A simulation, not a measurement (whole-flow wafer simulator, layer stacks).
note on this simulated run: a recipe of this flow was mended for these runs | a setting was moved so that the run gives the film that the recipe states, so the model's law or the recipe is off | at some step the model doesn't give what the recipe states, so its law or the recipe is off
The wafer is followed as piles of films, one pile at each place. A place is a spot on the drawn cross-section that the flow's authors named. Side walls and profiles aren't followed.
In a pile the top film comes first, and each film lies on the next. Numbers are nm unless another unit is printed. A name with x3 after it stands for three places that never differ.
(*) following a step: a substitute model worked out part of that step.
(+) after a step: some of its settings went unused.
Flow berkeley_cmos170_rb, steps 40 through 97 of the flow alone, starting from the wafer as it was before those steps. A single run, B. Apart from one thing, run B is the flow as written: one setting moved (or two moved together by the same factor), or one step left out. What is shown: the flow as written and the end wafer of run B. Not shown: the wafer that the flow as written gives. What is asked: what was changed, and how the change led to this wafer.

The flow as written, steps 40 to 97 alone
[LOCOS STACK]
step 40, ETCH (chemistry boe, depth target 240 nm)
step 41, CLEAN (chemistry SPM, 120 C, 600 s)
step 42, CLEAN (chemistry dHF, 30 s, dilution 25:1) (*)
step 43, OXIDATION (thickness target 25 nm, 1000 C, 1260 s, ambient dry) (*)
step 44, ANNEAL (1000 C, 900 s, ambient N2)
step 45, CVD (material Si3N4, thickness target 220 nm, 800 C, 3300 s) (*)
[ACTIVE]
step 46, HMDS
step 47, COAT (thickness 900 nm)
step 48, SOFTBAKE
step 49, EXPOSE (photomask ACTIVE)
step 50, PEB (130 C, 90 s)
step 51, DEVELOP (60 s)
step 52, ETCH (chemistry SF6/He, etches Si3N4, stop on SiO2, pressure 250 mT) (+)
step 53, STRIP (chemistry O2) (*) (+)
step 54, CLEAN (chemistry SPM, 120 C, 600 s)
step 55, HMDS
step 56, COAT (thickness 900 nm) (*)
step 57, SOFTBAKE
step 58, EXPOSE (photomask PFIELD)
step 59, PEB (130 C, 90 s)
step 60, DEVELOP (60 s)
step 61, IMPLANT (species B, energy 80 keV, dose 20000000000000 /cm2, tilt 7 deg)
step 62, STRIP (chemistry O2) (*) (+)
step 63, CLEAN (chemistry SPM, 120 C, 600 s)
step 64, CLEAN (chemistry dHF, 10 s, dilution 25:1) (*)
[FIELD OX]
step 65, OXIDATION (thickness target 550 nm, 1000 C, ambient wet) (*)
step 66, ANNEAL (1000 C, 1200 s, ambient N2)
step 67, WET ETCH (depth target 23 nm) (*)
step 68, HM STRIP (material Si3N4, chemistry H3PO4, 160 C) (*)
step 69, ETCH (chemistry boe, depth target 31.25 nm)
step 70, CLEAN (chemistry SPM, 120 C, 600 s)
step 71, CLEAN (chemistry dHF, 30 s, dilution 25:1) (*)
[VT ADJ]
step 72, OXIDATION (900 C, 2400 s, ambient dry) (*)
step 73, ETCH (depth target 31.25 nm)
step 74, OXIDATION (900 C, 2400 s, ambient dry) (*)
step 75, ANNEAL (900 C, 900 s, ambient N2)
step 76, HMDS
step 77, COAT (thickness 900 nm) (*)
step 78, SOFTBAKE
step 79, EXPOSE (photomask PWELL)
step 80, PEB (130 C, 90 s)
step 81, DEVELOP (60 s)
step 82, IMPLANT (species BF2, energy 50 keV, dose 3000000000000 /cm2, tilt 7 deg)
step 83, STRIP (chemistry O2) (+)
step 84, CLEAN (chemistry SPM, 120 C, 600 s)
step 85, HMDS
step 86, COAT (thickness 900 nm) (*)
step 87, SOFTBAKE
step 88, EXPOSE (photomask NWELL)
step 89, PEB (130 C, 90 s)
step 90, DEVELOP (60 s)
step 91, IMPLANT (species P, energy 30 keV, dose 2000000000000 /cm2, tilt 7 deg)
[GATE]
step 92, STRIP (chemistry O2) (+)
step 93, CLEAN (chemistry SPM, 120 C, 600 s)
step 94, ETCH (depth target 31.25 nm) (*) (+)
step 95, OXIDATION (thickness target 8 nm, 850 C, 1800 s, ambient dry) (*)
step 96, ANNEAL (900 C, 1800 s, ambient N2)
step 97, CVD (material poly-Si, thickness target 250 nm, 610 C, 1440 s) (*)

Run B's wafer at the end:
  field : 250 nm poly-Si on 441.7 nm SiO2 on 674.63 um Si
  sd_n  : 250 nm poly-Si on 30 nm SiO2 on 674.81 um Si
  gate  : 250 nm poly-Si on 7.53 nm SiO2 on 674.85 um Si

Cause: step 45, CVD: 320 C was run, while the flow as written has 800 C.

How this came from the change, step by step:
  step 45, CVD (material Si3N4, thickness target 220 nm, 800 C, 3300 s) (*)
      field, sd_n, spacer_n and 6 more: nothing (in the flow as written it would be: +220 Si3N4 (new film))
  step 52, ETCH (chemistry SF6/He, etches Si3N4, stop on SiO2, pressure 250 mT) (+)
      field: -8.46 SiO2 (in the flow as written it would be: -220 Si3N4 (all of it), -8.46 SiO2)
      sd_n, spacer_n, gate, sd_p, spacer_p, gate_p, contact, m1: -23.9 KrF-resist (in the flow as written it would be: -263 KrF-resist)
  step 53, STRIP (chemistry O2) (*) (+)
      sd_n, spacer_n, gate, sd_p, spacer_p, gate_p, contact, m1: -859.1 KrF-resist (all of it) (in the flow as written it would be: -620 KrF-resist (all of it))
  step 56, COAT (thickness 900 nm) (*)
      field: +902.3 KrF-resist (new film) (in the flow as written it would be: +962.5 KrF-resist (new film))
      sd_n: +895.6 KrF-resist (new film) (in the flow as written it would be: +782.7 KrF-resist (new film))
      (also at 7 further places)
  step 60, DEVELOP (60 s)
      field: -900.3 KrF-resist (all of it) (in the flow as written it would be: -960.3 KrF-resist (all of it))
  step 62, STRIP (chemistry O2) (*) (+)
      sd_n: -878.7 KrF-resist (all of it) (in the flow as written it would be: -766.1 KrF-resist (all of it))
      spacer_n: -879.8 KrF-resist (all of it) (in the flow as written it would be: -799.5 KrF-resist (all of it))
      (also at 6 further places)
  step 64, CLEAN (chemistry dHF, 10 s, dilution 25:1) (*)
      sd_n, spacer_n, gate, sd_p, spacer_p, gate_p, contact, m1: nothing (in the flow as written it would be: -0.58 Si3N4)
  step 65, OXIDATION (thickness target 550 nm, 1000 C, ambient wet) (*)
      spacer_n, spacer_p, gate_p, contact, m1: nothing (in the flow as written it would be: +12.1 SiO2 (new film), -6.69 Si3N4)
      sd_n: +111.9 SiO2, -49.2 Si (in the flow as written it would be: +12.1 SiO2 (new film), -6.69 Si3N4, +1.54 SiO2, -0.56 Si)
      (also at 2 further places)
  step 67, WET ETCH (depth target 23 nm) (*)
      sd_n, spacer_n, gate, sd_p, spacer_p, gate_p, contact, m1: -23 SiO2 (in the flow as written it would be: -12.1 SiO2 (all of it), -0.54 Si3N4)
  step 68, HM STRIP (material Si3N4, chemistry H3PO4, 160 C) (*)
      sd_n, spacer_n, gate, sd_p, spacer_p, gate_p, contact, m1: nothing (in the flow as written it would be: -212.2 Si3N4 (all of it), -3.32 SiO2)
      field: nothing (in the flow as written it would be: -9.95 SiO2)
  step 69, ETCH (chemistry boe, depth target 31.25 nm)
      sd_n: -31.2 SiO2 (in the flow as written it would be: -24.8 SiO2 (all of it))
      spacer_n, spacer_p, gate_p, contact, m1: -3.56 SiO2 (all of it) (in the flow as written it would be: -23.2 SiO2 (all of it))
      (also at 2 further places)
  step 70, CLEAN (chemistry SPM, 120 C, 600 s)
      sd_n: nothing (in the flow as written it would be: +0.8 chemical SiO2 (new film), -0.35 Si)
  step 71, CLEAN (chemistry dHF, 30 s, dilution 25:1) (*)
      sd_n: -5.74 SiO2 (in the flow as written it would be: -0.8 chemical SiO2 (all of it))
  step 72, OXIDATION (900 C, 2400 s, ambient dry) (*)
      sd_n: +4.86 SiO2, -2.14 Si (in the flow as written it would be: +15 SiO2 (new film), -6.62 Si)
  step 73, ETCH (depth target 31.25 nm)
      sd_n: -31.2 SiO2 (in the flow as written it would be: -15 SiO2 (all of it))
  step 74, OXIDATION (900 C, 2400 s, ambient dry) (*)
      sd_n: +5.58 SiO2, -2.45 Si (in the flow as written it would be: +15 SiO2 (new film), -6.62 Si)
  ... 1 further step ...
  step 95, OXIDATION (thickness target 8 nm, 850 C, 1800 s, ambient dry) (*)
      sd_n: +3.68 SiO2, -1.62 Si (in the flow as written it would be: +7.53 SiO2 (new film), -3.31 Si)
